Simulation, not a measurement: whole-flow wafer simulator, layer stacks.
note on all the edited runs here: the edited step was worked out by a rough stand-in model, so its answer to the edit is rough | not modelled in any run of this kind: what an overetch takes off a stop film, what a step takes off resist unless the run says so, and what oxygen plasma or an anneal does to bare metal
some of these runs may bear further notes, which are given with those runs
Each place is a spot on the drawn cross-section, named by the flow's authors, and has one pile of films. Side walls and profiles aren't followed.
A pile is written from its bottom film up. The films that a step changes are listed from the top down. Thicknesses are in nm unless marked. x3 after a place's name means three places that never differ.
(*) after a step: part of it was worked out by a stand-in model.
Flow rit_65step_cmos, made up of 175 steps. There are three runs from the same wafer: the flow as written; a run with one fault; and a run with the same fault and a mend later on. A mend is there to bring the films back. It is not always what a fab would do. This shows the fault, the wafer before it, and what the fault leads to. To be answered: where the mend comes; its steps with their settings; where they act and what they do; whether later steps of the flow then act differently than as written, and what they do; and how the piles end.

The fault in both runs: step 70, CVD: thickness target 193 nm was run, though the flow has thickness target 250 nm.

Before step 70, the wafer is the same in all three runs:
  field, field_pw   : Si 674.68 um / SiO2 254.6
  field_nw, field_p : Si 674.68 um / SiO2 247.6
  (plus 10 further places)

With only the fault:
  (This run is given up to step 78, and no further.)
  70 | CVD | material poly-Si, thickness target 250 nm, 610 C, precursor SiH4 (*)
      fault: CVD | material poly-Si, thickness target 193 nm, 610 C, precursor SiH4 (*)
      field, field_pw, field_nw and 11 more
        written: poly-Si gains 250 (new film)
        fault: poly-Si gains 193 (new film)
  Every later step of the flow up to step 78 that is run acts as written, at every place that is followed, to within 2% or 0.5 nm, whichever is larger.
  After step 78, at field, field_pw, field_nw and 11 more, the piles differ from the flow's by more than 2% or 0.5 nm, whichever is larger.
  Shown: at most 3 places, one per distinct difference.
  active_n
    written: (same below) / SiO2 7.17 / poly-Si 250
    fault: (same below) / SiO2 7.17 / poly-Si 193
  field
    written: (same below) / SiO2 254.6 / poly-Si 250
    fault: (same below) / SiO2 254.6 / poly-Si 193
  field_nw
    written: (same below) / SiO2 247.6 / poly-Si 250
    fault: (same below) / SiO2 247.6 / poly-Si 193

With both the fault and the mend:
  After step 71 comes the mend.
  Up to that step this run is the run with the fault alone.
  71a | ETCH | chemistry tmah, depth target 221.9 nm
      field, field_pw, field_nw and 11 more
        poly-Si loses 193 (all of it)
  71b | CLEAN | chemistry SC2, 75 C, 600 s (the flow's step 66 again)
      leaves every film unchanged at each place that is followed
  71c | CVD | material poly-Si, thickness target 250 nm, 610 C, precursor SiH4 (*) (the flow's step 70 again)
      field, field_pw, field_nw and 11 more
        poly-Si gains 250 (new film)
  Every later step of the flow that is run acts as written at every place that is followed.
  By the end, the piles equal the flow's at every place that both follow.
